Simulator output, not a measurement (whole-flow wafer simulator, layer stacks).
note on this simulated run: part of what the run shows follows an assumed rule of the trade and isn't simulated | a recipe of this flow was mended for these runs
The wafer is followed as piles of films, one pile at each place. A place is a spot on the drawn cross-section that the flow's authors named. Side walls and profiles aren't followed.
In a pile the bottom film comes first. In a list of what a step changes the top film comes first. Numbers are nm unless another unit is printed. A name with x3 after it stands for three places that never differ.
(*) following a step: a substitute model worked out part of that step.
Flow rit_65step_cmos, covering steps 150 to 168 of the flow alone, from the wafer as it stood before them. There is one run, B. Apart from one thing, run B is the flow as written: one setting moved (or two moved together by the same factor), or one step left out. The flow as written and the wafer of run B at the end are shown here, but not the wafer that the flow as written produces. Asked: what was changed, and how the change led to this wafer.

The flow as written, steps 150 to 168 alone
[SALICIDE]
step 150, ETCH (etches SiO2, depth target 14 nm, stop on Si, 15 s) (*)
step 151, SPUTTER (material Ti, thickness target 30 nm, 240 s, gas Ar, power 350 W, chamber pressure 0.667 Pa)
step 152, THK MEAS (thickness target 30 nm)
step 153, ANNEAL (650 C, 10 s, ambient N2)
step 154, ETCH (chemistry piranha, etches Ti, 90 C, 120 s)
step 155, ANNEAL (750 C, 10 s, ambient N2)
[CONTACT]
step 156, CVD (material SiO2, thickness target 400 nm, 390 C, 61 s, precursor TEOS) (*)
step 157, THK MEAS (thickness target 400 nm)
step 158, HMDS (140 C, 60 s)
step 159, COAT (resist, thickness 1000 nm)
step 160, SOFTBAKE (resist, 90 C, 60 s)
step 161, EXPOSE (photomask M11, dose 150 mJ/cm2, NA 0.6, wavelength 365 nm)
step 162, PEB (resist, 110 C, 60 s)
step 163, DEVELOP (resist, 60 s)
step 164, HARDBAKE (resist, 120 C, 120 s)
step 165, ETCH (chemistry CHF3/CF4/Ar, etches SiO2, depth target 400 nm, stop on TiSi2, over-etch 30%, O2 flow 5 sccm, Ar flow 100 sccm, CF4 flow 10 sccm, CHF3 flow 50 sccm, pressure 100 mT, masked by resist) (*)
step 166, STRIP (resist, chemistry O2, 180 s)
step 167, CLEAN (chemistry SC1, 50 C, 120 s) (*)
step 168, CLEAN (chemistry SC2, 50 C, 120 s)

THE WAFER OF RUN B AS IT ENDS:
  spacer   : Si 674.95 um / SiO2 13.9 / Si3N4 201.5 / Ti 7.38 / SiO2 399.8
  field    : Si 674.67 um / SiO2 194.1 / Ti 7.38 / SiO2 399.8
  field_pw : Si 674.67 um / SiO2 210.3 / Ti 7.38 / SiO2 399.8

Cause: step 154, ETCH: 24 s was run, though the flow has 120 s.

The path from the change to this, step by step:
  step 154, ETCH (chemistry piranha, etches Ti, 90 C, 120 s)
      field, field_pw, field_nw, field_p, spacer, spacer_p: Ti loses 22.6 (it would be, as written: Ti loses 30 (all of it))
  step 156, CVD (material SiO2, thickness target 400 nm, 390 C, 61 s, precursor TEOS) (*)
      field, field_pw, field_nw, field_p: SiO2 gains 400 (new film) (it would be, as written: SiO2 gains 400)
Taking metal films that touch as one body, spacer has 1 body; the flow as written gives 0 bodies.
Taking metal films that touch as one body, field has 1 body; the flow as written gives 0 bodies.
Taking metal films that touch as one body, field_pw has 1 body; the flow as written gives 0 bodies.
